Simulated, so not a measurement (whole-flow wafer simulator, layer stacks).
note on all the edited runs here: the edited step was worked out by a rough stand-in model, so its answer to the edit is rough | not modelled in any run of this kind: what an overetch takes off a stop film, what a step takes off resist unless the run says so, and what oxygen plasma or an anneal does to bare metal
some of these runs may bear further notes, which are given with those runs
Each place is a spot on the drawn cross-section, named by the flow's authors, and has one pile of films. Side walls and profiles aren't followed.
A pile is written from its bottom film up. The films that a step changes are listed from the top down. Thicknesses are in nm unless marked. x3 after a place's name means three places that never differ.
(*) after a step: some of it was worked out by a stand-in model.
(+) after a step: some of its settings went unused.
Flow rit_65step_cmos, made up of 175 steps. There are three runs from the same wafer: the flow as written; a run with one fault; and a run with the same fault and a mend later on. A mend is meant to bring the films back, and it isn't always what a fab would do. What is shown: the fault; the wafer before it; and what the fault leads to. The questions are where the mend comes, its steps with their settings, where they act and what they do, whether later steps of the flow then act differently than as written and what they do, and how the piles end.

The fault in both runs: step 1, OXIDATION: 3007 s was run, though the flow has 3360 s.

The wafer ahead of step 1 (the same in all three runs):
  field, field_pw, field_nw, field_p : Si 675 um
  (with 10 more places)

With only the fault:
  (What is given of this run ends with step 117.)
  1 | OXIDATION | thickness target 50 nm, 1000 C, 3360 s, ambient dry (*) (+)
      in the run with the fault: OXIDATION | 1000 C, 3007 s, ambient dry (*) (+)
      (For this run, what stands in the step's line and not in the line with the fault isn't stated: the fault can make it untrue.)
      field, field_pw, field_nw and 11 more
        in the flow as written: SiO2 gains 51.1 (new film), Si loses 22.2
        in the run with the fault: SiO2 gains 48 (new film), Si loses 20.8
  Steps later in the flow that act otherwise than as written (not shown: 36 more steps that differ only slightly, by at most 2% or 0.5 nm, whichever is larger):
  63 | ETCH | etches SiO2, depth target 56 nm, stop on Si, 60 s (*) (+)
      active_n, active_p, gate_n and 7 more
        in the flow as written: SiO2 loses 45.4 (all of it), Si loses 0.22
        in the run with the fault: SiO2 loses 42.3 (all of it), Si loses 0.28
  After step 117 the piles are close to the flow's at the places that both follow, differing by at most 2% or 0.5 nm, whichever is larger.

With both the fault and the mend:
  The mend stands after step 2.
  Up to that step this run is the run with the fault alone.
  2a | ETCH | depth target 55 nm, 21.5 C, 62 s
      field, field_pw, field_nw and 11 more
        SiO2 loses 48 (all of it)
  2b | CLEAN | chemistry SC2, 75 C, 600 s
      field, field_pw, field_nw and 11 more
        chemical SiO2 gains 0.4 (new film), Si loses 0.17
  2c | OXIDATION | 1000 C, 3360 s, ambient dry (*) (the flow's step 1 again, with other settings)
      field, field_pw, field_nw and 11 more
        SiO2 gains 51 (new film), chemical SiO2 loses 0.4 (all of it), Si loses 22.3
  Steps later in the flow that act otherwise than as written (not shown: 18 more steps that differ only slightly, by at most 2% or 0.5 nm, whichever is larger):
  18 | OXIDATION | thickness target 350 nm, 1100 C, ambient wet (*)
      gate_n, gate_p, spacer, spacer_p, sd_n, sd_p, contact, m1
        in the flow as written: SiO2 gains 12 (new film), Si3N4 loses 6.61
        in the run with the mend: SiO2 gains 12 (new film), Si3N4 loses 6.61, SiO2 gains 0.03
  At the end the piles are close to the flow's at the places that both follow, differing by at most 2% or 0.5 nm, whichever is larger.
